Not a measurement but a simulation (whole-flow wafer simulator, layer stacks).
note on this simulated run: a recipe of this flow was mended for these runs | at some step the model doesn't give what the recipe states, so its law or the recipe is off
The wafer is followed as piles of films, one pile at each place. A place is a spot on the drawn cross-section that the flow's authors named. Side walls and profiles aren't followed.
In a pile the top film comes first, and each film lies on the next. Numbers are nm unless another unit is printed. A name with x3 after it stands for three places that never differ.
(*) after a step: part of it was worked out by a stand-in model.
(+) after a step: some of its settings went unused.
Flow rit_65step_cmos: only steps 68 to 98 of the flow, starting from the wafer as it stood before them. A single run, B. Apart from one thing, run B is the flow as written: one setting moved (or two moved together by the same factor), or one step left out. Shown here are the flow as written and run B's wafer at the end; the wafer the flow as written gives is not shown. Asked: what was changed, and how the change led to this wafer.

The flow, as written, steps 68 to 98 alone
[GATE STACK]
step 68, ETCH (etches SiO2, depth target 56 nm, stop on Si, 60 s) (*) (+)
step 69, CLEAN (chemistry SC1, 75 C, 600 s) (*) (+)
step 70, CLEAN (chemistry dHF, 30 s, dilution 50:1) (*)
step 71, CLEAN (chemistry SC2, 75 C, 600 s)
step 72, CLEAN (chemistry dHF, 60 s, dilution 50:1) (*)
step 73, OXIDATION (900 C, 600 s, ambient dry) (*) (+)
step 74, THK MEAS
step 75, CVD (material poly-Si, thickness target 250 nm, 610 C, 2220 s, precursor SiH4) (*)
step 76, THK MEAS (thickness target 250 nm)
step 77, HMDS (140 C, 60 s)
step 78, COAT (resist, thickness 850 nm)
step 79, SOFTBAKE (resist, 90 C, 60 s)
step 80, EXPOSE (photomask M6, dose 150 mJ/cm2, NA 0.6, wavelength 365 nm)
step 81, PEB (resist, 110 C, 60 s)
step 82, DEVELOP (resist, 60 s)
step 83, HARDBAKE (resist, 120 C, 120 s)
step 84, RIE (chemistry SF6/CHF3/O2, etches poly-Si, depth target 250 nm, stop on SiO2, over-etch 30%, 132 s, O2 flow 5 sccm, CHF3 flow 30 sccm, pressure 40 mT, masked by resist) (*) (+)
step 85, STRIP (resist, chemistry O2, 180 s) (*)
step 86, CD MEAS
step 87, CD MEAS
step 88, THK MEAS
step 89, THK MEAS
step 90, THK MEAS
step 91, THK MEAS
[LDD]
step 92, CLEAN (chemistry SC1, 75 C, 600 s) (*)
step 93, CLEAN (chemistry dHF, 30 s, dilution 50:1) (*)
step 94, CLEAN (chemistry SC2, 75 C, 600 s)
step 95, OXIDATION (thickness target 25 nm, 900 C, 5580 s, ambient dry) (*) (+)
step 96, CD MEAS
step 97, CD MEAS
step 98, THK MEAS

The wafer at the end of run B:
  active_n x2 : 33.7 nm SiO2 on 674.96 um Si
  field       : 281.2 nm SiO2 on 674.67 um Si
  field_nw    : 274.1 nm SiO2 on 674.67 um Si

The reason: step 84, RIE: depth target 180 nm was run, while the flow as written has depth target 250 nm; step 84, RIE: 95 s was run, where the flow has 132 s.

The path from the change to this, step by step:
  step 84, RIE (chemistry SF6/CHF3/O2, etches poly-Si, depth target 250 nm, stop on SiO2, over-etch 30%, 132 s, O2 flow 5 sccm, CHF3 flow 30 sccm, pressure 40 mT, masked by resist) (*) (+)
      field, field_pw, field_nw and 9 more: -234 poly-Si (in the flow as written it would be: -250 poly-Si (all of it), -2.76 SiO2)
      gate_n, gate_p: -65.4 resist (in the flow as written it would be: -90.8 resist)
  step 85, STRIP (resist, chemistry O2, 180 s) (*)
      field, field_pw, field_nw and 9 more: +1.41 chemical SiO2 (new film), -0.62 poly-Si (in the flow as written it would be: nothing)
      gate_n, gate_p: +1.34 chemical SiO2 (new film), -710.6 resist (all of it), -0.59 poly-Si (in the flow as written it would be: +1.34 chemical SiO2 (new film), -685.2 resist (all of it), -0.59 poly-Si)
  step 92, CLEAN (chemistry SC1, 75 C, 600 s) (*)
      field, field_pw, field_nw and 9 more: -0.81 chemical SiO2, -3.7 poly-Si (in the flow as written it would be: -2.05 SiO2)
  step 93, CLEAN (chemistry dHF, 30 s, dilution 50:1) (*)
      active_n x2, spacer, spacer_p, sd_n, sd_p, contact, m1: -0.6 chemical SiO2 (all of it) (in the flow as written it would be: -2.36 SiO2 (all of it))
      field, field_pw, field_nw, field_p: -0.6 chemical SiO2 (all of it) (in the flow as written it would be: -2.78 SiO2)
  step 95, OXIDATION (thickness target 25 nm, 900 C, 5580 s, ambient dry) (*) (+)
      active_n x2, spacer, spacer_p, sd_n, sd_p, contact, m1: -0.4 chemical SiO2 (all of it), -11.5 poly-Si (all of it), +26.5 SiO2 (in the flow as written it would be: +26.5 SiO2 (new film), -0.4 chemical SiO2 (all of it), -11.5 Si)
      field, field_pw: -0.4 chemical SiO2 (all of it), -11.5 poly-Si (all of it), +26.5 SiO2 (in the flow as written it would be: +6.43 SiO2, -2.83 Si)
      (also at 2 further places)
